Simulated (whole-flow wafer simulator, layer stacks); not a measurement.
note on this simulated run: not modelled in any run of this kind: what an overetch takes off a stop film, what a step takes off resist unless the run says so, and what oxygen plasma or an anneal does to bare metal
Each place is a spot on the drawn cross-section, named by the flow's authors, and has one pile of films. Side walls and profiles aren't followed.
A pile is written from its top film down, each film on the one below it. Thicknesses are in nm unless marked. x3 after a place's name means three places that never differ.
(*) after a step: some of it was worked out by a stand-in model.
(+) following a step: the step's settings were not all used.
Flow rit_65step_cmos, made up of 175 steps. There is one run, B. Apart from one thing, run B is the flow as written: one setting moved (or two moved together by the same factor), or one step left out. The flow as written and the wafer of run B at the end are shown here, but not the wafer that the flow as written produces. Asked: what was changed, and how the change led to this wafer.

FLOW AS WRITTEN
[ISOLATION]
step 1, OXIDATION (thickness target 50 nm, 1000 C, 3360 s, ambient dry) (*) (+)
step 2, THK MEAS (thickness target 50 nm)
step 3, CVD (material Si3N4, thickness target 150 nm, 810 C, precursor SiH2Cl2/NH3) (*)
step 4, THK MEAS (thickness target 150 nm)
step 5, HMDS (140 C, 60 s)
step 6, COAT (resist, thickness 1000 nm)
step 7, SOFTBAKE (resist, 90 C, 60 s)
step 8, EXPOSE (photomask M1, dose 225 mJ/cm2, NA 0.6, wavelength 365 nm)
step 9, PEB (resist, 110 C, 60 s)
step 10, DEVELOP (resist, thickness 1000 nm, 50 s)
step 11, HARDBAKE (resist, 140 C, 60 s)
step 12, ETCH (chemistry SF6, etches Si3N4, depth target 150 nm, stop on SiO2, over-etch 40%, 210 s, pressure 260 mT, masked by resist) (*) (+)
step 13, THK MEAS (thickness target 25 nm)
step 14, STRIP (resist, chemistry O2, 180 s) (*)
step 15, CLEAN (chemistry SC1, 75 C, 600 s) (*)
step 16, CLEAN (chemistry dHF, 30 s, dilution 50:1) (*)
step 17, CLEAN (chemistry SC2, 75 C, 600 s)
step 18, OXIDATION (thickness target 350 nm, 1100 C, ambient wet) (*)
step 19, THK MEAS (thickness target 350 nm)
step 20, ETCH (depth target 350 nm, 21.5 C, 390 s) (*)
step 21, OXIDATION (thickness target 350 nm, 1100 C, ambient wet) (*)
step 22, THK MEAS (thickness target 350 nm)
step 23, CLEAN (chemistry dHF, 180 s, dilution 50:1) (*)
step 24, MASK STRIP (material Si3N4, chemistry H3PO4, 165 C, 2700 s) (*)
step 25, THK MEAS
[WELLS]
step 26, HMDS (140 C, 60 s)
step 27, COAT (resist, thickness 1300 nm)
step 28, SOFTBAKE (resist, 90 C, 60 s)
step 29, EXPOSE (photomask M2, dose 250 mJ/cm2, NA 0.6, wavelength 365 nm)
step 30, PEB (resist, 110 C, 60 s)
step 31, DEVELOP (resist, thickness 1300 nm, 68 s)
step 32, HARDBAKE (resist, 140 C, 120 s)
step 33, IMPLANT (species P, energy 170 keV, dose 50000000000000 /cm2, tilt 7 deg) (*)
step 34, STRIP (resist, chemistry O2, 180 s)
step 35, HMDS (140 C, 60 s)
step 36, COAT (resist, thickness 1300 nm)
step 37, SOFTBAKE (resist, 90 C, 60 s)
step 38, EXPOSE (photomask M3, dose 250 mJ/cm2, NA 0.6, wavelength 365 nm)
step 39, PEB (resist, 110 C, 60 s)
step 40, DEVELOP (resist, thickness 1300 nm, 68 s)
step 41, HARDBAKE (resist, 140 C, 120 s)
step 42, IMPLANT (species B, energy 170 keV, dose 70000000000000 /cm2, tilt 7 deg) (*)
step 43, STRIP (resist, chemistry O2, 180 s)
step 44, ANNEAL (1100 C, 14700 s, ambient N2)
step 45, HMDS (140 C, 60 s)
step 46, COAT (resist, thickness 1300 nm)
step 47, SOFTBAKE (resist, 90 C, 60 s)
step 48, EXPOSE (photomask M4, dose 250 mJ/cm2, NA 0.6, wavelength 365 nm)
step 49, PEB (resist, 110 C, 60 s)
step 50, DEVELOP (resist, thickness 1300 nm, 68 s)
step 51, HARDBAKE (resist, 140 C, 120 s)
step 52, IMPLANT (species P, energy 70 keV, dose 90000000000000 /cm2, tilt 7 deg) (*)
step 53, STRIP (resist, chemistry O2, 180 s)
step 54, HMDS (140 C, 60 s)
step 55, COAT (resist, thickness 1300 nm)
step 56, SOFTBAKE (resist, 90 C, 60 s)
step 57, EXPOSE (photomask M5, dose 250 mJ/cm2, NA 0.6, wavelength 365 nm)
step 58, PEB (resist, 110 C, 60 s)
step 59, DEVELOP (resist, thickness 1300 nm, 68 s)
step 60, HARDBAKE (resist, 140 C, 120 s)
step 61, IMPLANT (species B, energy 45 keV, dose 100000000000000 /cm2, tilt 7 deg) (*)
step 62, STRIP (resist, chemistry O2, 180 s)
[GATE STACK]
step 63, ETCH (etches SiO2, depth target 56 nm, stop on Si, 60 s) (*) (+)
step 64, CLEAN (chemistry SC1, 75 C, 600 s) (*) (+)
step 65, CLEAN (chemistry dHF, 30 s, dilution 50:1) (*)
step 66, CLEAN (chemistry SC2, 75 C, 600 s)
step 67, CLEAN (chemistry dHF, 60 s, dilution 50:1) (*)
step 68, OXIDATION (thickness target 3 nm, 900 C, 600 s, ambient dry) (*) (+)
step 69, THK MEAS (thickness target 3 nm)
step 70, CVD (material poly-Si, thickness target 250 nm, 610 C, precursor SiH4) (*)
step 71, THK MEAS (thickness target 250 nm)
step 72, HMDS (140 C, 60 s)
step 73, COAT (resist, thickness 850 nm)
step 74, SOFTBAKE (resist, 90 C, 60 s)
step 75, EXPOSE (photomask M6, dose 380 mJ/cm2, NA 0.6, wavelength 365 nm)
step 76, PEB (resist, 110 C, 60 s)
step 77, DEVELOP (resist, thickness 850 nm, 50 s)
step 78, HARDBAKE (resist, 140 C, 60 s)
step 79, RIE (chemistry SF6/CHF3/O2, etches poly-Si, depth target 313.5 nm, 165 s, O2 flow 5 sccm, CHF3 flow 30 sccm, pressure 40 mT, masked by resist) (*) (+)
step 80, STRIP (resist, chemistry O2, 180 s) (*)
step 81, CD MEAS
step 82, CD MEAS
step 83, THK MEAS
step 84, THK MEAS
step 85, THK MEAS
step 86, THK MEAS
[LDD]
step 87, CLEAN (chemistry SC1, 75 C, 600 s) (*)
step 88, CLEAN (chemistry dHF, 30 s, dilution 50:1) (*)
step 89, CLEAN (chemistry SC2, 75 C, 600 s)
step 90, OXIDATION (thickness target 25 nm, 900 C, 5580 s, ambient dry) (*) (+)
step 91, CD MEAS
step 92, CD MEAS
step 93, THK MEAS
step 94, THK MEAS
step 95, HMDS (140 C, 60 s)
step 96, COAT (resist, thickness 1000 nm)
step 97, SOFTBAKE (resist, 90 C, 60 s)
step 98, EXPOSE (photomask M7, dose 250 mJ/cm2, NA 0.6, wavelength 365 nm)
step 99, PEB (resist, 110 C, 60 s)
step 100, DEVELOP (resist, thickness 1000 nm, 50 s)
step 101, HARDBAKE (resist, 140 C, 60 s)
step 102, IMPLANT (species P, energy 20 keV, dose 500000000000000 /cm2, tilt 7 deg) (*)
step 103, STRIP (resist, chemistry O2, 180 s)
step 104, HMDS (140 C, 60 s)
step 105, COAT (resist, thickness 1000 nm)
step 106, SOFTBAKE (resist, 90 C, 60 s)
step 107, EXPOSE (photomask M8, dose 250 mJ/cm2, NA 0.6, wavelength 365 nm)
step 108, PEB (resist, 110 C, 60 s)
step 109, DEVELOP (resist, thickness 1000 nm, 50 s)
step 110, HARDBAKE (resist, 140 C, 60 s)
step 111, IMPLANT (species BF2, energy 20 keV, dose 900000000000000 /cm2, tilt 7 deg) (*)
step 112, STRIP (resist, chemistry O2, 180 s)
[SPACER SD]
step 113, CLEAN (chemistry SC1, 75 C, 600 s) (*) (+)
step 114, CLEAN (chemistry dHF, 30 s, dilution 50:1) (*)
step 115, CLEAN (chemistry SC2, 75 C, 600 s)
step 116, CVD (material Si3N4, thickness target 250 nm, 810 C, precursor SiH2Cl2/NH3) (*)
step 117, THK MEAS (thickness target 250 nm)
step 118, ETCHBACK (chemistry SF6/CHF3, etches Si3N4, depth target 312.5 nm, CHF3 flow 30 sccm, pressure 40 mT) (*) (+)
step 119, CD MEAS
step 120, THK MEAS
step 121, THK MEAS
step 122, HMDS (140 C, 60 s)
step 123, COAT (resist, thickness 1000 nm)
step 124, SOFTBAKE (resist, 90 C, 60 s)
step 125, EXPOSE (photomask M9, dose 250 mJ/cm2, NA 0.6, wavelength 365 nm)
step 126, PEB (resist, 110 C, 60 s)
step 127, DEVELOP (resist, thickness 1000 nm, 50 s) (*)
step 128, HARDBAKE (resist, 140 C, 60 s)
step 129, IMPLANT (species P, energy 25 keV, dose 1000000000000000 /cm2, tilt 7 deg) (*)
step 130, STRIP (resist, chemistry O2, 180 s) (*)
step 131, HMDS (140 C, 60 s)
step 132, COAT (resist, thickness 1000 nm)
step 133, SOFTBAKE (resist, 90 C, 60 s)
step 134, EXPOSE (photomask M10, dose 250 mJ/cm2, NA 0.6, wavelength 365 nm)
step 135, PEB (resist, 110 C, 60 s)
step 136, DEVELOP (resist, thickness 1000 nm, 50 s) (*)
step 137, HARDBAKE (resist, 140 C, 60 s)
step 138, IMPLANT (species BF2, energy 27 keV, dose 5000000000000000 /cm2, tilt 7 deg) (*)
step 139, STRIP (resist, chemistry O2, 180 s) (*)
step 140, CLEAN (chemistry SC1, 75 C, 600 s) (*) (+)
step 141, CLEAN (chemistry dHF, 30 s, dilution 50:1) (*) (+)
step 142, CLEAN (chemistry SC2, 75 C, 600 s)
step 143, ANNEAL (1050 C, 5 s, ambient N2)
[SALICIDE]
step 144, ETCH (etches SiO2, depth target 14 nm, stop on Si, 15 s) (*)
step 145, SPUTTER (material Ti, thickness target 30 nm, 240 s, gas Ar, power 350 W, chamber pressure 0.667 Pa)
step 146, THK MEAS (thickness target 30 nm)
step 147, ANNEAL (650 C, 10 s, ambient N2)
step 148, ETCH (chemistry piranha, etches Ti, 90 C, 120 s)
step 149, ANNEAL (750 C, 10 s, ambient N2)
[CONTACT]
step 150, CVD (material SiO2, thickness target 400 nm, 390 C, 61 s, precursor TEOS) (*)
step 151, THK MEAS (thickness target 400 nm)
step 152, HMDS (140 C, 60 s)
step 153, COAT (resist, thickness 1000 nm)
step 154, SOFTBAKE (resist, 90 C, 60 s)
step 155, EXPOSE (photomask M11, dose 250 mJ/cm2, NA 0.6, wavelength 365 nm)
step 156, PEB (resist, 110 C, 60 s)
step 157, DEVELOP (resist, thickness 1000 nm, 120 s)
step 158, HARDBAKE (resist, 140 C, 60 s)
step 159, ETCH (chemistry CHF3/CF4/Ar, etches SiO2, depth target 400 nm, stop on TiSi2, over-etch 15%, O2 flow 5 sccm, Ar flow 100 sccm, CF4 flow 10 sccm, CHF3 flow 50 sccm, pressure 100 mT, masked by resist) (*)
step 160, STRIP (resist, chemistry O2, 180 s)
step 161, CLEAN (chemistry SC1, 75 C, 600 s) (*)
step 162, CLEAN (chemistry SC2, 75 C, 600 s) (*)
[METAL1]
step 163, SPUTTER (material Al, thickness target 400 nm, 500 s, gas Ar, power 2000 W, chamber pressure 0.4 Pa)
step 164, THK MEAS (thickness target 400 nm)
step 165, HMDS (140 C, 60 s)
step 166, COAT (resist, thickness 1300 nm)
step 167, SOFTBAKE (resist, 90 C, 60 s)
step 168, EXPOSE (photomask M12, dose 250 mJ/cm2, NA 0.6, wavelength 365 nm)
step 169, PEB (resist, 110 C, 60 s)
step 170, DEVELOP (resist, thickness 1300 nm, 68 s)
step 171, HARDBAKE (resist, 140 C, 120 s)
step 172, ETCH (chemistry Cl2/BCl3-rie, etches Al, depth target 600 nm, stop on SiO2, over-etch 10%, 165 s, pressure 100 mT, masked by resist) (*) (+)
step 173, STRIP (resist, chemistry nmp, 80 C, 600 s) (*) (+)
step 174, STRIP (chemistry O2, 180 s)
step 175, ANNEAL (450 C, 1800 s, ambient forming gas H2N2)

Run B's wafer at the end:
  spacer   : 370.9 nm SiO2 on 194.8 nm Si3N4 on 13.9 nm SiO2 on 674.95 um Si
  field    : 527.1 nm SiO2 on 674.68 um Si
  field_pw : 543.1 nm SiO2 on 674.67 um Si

The reason: step 163, SPUTTER: power 2300 W was run, while the flow as written has power 2000 W.

The path from the change to this, step by step:
  step 163, SPUTTER (material Al, thickness target 400 nm, 500 s, gas Ar, power 2000 W, chamber pressure 0.4 Pa)
      field, field_pw, field_p, spacer, spacer_p: +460 Al (new film) (it would be, as written: +400 Al (new film))
      gate_n, gate_p: +453.2 Al (new film) (it would be, as written: +396 Al (new film))
      (as well as at 1 more place)
  step 172, ETCH (chemistry Cl2/BCl3-rie, etches Al, depth target 600 nm, stop on SiO2, over-etch 10%, 165 s, pressure 100 mT, masked by resist) (*) (+)
      field, field_pw, field_p, spacer, spacer_p: -460 Al (all of it), -25 SiO2 (it would be, as written: -400 Al (all of it), -32.5 SiO2)
      gate_n, gate_p: -453.2 Al (all of it), -25.9 SiO2 (it would be, as written: -396 Al (all of it), -33 SiO2)
      (as well as at 1 more place)
